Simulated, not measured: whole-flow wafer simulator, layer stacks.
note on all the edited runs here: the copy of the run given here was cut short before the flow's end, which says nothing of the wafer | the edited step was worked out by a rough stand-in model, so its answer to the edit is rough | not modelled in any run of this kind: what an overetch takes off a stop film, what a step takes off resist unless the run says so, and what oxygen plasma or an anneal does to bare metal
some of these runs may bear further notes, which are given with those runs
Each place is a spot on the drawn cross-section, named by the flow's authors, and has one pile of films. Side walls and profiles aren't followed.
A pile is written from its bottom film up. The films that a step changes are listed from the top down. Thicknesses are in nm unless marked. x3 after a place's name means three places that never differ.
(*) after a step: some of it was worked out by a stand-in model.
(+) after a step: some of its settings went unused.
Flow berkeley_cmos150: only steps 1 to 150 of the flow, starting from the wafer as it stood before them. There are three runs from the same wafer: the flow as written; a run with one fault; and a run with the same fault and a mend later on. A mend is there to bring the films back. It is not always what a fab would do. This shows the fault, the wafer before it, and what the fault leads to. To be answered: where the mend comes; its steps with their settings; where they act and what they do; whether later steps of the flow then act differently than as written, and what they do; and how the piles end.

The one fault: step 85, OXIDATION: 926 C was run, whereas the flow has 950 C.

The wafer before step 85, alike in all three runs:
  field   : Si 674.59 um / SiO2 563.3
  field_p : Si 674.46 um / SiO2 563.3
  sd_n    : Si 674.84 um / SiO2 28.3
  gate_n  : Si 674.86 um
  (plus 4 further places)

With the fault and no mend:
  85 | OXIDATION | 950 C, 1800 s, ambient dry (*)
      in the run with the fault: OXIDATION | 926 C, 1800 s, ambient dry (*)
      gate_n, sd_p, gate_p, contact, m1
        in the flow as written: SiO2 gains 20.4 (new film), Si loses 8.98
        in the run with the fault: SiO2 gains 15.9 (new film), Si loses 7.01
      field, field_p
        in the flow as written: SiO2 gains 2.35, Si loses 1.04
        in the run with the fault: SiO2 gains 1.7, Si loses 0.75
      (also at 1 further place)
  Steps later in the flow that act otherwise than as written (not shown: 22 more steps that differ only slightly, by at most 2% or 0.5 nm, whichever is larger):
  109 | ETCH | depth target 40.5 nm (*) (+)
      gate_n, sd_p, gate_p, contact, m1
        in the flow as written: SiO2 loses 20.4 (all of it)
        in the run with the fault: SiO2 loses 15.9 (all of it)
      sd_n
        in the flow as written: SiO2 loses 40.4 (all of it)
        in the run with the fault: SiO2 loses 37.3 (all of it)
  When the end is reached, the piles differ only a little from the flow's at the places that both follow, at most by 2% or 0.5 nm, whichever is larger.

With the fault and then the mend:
  After step 87 comes the mend.
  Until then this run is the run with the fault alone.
  87a | OXIDATION | 950 C, 512 s, ambient dry (*) (the flow's step 85, run once more with other settings)
      gate_n, sd_p, gate_p, contact, m1
        SiO2 gains 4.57, Si loses 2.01
      field, field_p
        SiO2 gains 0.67, Si loses 0.29
      sd_n
        SiO2 gains 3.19, Si loses 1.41
  None of the later steps of the flow differs from how it acts as written, at any place that is followed, by more than 2% or 0.5 nm, whichever is larger.
  When the end is reached, the piles differ only a little from the flow's at the places that both follow, at most by 2% or 0.5 nm, whichever is larger.
